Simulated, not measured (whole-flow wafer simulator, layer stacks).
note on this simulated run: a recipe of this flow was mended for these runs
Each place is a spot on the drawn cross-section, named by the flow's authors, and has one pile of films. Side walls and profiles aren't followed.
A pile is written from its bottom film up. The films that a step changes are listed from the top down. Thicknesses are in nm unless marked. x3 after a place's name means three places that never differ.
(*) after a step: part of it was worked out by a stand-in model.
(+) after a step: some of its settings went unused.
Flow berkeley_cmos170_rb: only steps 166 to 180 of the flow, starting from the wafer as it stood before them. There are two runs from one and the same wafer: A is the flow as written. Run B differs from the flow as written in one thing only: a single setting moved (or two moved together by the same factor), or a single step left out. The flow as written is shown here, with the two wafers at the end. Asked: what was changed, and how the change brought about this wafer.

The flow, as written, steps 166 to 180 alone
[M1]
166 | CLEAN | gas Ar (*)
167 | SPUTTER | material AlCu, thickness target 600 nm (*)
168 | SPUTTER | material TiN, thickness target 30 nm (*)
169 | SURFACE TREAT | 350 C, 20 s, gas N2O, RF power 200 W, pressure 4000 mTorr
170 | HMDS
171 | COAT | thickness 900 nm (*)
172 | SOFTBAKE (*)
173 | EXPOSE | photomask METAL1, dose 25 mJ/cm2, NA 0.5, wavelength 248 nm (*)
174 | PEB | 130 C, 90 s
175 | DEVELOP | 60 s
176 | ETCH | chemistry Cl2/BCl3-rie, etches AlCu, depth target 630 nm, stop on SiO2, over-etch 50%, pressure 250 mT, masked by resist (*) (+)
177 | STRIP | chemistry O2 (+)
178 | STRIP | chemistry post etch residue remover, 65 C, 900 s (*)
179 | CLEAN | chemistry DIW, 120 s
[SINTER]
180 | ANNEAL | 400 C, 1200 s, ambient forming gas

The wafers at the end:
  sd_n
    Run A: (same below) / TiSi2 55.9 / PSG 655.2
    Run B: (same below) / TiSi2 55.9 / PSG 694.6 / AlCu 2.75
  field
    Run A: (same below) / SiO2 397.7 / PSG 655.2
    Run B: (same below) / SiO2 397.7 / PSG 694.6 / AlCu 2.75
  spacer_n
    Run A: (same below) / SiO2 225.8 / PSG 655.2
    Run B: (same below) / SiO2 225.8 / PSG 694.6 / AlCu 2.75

Cause: step 167, SPUTTER: thickness target 920.6 nm was run, while the flow as written has thickness target 600 nm.

The path from the change to this, step by step:
  167 | SPUTTER | material AlCu, thickness target 600 nm (*)
      field, sd_n, spacer_n, gate, spacer_p, gate_p, m1: A AlCu gains 600 (new film) | B AlCu gains 920.6 (new film)
      sd_p: A AlCu gains 549.6 (new film) | B AlCu gains 860.7 (new film)
      (and at 1 other place as well)
  168 | SPUTTER | material TiN, thickness target 30 nm (*)
      contact: A TiN gains 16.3 (new film) | B TiN gains 13.1 (new film)
  171 | COAT | thickness 900 nm (*)
      contact: A KrF-resist gains 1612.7 (new film) | B KrF-resist gains 1744.9 (new film)
  176 | ETCH | chemistry Cl2/BCl3-rie, etches AlCu, depth target 630 nm, stop on SiO2, over-etch 50%, pressure 250 mT, masked by resist (*) (+)
      field, sd_n, spacer_n, gate, spacer_p, gate_p: A TiN loses 30 (all of it), AlCu loses 600 (all of it), PSG loses 39.4 | B TiN loses 30 (all of it), AlCu loses 915
      sd_p: A TiN loses 25.8 (all of it), AlCu loses 549.6 (all of it), PSG loses 46.2 | B TiN loses 25.7 (all of it), AlCu loses 860.7 (all of it), PSG loses 7.33
  177 | STRIP | chemistry O2 (+)
      contact: A KrF-resist loses 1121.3 (all of it) | B KrF-resist loses 1253 (all of it)
  178 | STRIP | chemistry post etch residue remover, 65 C, 900 s (*)
      field, sd_n, spacer_n, gate, spacer_p, gate_p: A nothing | B AlCu loses 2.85
With metal films that touch counted as one body, sd_n has 1 body; the flow as written gives 0 bodies.
With metal films that touch counted as one body, field has 1 body; the flow as written gives 0 bodies.
With metal films that touch counted as one body, spacer_n has 1 body; the flow as written gives 0 bodies.
